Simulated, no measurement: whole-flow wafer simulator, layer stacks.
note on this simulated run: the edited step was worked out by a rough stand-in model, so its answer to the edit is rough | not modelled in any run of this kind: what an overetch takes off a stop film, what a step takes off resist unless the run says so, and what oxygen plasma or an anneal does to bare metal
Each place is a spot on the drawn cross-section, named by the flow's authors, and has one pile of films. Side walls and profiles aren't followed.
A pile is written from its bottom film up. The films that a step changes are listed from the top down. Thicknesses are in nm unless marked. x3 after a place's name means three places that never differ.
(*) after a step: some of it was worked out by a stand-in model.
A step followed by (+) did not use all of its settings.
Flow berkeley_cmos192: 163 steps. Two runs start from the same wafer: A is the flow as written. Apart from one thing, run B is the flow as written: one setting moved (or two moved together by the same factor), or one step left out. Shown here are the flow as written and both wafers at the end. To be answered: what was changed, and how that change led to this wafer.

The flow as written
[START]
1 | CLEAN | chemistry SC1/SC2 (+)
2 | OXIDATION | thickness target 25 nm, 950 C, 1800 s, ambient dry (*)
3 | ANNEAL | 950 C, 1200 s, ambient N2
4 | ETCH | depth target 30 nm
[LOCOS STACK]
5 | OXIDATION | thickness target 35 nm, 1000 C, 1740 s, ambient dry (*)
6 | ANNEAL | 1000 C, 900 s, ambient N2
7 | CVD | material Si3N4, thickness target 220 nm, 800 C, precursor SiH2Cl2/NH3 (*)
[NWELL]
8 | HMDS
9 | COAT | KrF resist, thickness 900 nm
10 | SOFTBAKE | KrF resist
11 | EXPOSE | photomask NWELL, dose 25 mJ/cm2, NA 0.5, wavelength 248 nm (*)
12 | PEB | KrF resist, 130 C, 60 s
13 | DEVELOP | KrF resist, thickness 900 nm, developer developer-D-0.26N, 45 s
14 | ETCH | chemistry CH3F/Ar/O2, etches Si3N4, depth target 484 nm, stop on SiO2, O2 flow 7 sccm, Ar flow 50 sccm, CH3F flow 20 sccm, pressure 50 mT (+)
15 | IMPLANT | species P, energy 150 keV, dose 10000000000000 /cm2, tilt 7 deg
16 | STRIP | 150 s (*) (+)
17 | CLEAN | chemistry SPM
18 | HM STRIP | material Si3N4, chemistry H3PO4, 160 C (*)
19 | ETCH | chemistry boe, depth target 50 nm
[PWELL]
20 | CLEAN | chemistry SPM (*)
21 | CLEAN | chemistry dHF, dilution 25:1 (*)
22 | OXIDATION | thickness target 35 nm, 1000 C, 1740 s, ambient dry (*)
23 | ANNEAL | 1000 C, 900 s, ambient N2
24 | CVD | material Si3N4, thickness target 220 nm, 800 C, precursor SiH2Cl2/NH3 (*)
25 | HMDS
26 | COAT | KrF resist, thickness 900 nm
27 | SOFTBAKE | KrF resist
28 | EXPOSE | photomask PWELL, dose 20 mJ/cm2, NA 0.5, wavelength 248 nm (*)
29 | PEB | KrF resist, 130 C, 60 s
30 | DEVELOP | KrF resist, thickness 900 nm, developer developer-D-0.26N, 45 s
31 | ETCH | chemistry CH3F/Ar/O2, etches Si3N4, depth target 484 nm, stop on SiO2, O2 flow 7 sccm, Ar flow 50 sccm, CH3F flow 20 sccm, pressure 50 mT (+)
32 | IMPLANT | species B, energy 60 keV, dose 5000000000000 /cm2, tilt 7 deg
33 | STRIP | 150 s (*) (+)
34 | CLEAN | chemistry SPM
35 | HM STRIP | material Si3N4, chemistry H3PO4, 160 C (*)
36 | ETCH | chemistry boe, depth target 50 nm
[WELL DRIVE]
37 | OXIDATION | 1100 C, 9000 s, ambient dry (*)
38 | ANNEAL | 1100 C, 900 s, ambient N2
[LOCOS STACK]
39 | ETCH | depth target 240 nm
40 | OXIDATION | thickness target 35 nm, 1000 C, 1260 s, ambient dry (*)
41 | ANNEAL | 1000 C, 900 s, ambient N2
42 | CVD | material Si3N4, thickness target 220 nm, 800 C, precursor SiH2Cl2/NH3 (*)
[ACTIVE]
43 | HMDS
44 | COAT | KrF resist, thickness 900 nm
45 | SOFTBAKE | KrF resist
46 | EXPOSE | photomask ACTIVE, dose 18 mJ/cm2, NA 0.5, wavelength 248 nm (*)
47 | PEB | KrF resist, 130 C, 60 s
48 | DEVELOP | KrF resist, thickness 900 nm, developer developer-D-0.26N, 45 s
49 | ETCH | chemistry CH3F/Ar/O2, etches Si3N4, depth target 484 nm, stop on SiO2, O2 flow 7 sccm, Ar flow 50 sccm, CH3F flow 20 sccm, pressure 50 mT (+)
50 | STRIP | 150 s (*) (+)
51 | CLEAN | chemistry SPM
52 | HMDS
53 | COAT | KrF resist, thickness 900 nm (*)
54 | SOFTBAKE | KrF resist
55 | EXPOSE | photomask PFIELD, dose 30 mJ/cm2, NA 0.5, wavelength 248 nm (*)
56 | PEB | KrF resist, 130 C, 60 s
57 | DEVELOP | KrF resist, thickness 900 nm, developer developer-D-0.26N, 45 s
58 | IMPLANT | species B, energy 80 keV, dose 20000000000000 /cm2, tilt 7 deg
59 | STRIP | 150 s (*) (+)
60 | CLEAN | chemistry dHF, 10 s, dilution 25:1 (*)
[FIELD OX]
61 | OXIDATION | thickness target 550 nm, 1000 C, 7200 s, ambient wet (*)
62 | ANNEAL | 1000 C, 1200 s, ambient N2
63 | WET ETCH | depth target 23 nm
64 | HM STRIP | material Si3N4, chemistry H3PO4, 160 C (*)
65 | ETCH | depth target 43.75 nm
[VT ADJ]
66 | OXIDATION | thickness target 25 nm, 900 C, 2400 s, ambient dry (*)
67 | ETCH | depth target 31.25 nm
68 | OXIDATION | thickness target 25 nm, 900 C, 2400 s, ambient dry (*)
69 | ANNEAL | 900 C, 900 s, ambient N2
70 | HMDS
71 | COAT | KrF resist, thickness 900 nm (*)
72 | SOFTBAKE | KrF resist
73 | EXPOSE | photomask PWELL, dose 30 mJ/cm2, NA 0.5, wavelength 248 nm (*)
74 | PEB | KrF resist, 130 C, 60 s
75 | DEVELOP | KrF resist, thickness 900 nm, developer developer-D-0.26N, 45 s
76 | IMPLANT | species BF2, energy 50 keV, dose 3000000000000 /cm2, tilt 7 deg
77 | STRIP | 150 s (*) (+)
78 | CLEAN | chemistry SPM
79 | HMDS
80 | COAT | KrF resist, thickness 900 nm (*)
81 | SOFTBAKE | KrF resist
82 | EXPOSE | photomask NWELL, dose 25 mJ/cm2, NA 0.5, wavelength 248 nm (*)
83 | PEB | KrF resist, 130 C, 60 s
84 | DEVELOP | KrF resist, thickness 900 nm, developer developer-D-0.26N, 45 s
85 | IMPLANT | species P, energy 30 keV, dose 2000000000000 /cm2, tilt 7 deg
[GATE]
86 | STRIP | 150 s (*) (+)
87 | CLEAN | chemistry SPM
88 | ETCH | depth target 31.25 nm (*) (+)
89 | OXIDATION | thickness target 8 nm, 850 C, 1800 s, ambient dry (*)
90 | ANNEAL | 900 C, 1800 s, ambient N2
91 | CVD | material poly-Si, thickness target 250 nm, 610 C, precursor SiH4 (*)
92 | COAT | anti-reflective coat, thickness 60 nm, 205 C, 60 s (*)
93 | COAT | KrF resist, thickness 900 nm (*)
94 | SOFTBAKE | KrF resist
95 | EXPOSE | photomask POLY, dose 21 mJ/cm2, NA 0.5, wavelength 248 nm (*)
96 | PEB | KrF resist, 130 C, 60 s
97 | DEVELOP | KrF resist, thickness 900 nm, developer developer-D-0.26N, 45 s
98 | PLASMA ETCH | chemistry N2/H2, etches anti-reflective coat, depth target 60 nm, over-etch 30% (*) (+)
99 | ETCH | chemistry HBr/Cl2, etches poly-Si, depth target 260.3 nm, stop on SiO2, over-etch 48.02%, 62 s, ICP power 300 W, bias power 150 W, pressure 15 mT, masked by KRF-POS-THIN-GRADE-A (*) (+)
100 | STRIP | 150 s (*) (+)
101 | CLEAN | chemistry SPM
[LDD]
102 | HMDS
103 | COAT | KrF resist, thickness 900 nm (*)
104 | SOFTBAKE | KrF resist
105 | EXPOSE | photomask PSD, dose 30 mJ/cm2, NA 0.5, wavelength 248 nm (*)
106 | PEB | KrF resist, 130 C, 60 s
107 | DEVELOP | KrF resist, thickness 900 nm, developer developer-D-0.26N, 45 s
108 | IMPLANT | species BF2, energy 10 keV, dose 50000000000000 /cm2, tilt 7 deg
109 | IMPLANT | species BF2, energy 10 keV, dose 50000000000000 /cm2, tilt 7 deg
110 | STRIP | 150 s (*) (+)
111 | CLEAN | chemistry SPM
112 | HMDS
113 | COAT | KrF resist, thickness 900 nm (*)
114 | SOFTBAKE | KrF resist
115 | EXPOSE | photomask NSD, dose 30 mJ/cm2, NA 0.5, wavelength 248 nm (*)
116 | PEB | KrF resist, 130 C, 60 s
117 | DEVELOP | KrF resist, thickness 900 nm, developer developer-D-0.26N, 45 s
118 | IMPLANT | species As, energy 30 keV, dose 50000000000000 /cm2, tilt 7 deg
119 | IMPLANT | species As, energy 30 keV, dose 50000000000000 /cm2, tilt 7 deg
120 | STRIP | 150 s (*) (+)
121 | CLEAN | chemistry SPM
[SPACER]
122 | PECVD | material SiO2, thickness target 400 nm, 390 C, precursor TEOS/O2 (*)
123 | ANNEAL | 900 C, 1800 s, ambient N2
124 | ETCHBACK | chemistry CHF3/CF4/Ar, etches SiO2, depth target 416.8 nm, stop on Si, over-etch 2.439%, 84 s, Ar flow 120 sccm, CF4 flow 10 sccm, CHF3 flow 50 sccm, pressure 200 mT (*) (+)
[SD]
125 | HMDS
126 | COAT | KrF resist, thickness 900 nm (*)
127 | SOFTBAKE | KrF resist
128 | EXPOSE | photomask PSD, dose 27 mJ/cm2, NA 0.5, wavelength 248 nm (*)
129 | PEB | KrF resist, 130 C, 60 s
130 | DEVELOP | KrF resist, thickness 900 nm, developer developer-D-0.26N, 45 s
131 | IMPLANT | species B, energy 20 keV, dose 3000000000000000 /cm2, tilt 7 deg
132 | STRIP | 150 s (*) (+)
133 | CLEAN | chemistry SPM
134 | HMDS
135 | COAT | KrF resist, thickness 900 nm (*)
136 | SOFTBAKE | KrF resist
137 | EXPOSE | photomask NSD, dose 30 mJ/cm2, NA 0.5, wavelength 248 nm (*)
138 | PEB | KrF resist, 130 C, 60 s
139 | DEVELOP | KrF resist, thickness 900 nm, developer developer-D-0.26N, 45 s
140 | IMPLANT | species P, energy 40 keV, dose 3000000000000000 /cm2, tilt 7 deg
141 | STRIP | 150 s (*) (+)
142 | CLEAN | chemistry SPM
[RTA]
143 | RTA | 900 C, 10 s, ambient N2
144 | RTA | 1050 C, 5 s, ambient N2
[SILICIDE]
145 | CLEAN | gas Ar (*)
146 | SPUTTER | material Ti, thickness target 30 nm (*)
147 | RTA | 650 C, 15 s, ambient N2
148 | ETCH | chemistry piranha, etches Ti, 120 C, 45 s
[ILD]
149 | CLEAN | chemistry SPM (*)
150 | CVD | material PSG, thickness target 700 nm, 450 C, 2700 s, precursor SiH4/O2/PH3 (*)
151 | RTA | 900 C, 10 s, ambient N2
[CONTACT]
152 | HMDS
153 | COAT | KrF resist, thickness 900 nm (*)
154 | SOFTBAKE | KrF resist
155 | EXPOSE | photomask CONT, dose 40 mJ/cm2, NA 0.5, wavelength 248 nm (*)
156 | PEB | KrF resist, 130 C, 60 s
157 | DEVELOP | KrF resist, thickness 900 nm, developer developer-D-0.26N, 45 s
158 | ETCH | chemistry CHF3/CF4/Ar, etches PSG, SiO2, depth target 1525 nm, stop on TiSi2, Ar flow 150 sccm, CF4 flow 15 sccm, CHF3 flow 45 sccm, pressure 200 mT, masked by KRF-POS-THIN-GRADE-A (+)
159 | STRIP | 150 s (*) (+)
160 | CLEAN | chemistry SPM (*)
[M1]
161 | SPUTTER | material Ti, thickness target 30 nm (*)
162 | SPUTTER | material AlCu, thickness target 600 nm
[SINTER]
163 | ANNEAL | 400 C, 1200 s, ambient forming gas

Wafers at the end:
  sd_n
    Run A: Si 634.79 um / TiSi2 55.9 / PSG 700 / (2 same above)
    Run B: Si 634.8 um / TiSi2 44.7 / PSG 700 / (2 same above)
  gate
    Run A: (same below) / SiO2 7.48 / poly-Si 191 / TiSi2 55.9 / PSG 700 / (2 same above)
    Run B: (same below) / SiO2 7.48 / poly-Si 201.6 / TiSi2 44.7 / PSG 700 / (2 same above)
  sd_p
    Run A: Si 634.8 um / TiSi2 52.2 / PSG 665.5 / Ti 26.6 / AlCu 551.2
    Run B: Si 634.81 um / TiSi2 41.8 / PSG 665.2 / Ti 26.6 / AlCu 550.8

The reason: step 146, SPUTTER: thickness target 24 nm was run, while the flow as written has thickness target 30 nm.

The path from the change to this, step by step:
  146 | SPUTTER | material Ti, thickness target 30 nm (*)
      field, sd_n, spacer_n, gate, spacer_p, gate_p, contact, m1: A Ti gains 30 (new film) | B Ti gains 24 (new film)
      sd_p: A Ti gains 28 (new film) | B Ti gains 22.4 (new film)
  147 | RTA | 650 C, 15 s, ambient N2
      sd_n, contact, m1: A Ti loses 23.4, TiSi first gains 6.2 (new film), TiSi2 C49 gains 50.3 (new film), Si loses 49 | B Ti loses 18.7, TiSi2 C49 gains 47.6 (new film), Si loses 42.5
      gate, gate_p: A Ti loses 23.4, TiSi first gains 6.2 (new film), TiSi2 C49 gains 50.3 (new film), poly-Si loses 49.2 | B Ti loses 18.7, TiSi2 C49 gains 47.6 (new film), poly-Si loses 42.7
      (also at 1 further place)
  148 | ETCH | chemistry piranha, etches Ti, 120 C, 45 s
      sd_n, gate, gate_p, contact, m1: A Ti loses 6.6 (all of it), TiSi first loses 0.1 | B Ti loses 5.28 (all of it), TiSi2 C49 loses 0.1
      sd_p: A Ti loses 6.17 (all of it), TiSi first loses 0.1 | B Ti loses 4.93 (all of it), TiSi2 C49 loses 0.1
      (also at 3 further places)
  151 | RTA | 900 C, 10 s, ambient N2
      sd_n, contact, m1: A under 1 film: TiSi2 gains 55.9 (new film), TiSi first loses 6.09 (all of it), TiSi2 C49 loses 50.3 (all of it), Si loses 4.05 | B under 1 film: TiSi2 gains 44.7 (new film), TiSi2 C49 loses 47.5 (all of it)
      gate, gate_p: A under 1 film: TiSi2 gains 55.9 (new film), TiSi first loses 6.09 (all of it), TiSi2 C49 loses 50.3 (all of it), poly-Si loses 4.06 | B under 1 film: TiSi2 gains 44.7 (new film), TiSi2 C49 loses 47.5 (all of it)
      (also at 1 further place)
